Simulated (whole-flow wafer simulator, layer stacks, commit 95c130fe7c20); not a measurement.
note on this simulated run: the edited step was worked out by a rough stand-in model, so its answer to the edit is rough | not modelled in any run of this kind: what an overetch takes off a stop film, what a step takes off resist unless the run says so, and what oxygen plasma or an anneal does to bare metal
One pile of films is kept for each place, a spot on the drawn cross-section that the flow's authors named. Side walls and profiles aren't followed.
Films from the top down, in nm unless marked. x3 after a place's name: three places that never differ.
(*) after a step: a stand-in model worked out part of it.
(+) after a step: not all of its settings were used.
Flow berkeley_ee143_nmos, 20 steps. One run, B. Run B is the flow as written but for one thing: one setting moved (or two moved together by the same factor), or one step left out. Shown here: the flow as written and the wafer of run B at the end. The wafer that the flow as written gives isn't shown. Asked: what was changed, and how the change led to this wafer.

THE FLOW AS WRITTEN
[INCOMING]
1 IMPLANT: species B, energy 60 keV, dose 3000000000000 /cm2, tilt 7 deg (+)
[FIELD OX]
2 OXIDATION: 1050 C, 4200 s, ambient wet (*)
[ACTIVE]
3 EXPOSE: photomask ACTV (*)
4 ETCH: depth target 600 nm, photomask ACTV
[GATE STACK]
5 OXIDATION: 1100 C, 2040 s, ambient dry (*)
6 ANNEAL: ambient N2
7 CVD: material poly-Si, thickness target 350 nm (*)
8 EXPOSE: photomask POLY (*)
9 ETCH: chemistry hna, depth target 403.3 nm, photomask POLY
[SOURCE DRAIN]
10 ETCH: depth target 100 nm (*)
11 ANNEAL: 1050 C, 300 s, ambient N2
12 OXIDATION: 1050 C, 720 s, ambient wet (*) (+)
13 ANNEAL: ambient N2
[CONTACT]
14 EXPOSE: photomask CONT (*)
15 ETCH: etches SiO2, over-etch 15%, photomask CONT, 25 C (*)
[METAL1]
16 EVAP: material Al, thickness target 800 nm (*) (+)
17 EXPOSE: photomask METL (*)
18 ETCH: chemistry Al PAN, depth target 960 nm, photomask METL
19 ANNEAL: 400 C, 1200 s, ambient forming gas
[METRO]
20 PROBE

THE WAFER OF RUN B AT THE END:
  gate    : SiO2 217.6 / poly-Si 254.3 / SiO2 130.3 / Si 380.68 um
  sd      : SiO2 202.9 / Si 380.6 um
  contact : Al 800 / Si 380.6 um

The cause: step 2, OXIDATION: 5880 s was run, where the flow has 4200 s.

How the change led to this, step by step:
  2 OXIDATION: 1050 C, 4200 s, ambient wet (*)
      gate, sd, contact, field: SiO2 +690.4 (new film), chemical SiO2 -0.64 (all of it), Si -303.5 (as written it would be: SiO2 +566.4 (new film), chemical SiO2 -0.64 (all of it), Si -248.9)
  4 ETCH: depth target 600 nm, photomask ACTV
      gate, sd, contact: SiO2 -600 (as written it would be: SiO2 -566.4 (all of it))
  5 OXIDATION: 1100 C, 2040 s, ambient dry (*)
      gate, sd, contact: SiO2 +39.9, Si -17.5 (as written it would be: SiO2 +79.7 (new film), Si -35.1)
      field: SiO2 +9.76, Si -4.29 (as written it would be: SiO2 +11.6, Si -5.1)
  10 ETCH: depth target 100 nm (*)
      sd, contact: SiO2 -100 (as written it would be: SiO2 -79.7 (all of it))
  12 OXIDATION: 1050 C, 720 s, ambient wet (*) (+)
      sd, contact: SiO2 +172.6, Si -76 (as written it would be: SiO2 +189.4 (new film), Si -83.4)
      field: SiO2 +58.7, Si -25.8 (as written it would be: SiO2 +69.1, Si -30.4)
  15 ETCH: etches SiO2, over-etch 15%, photomask CONT, 25 C (*)
      contact: SiO2 -202.9 (all of it) (as written it would be: SiO2 -189.4 (all of it))
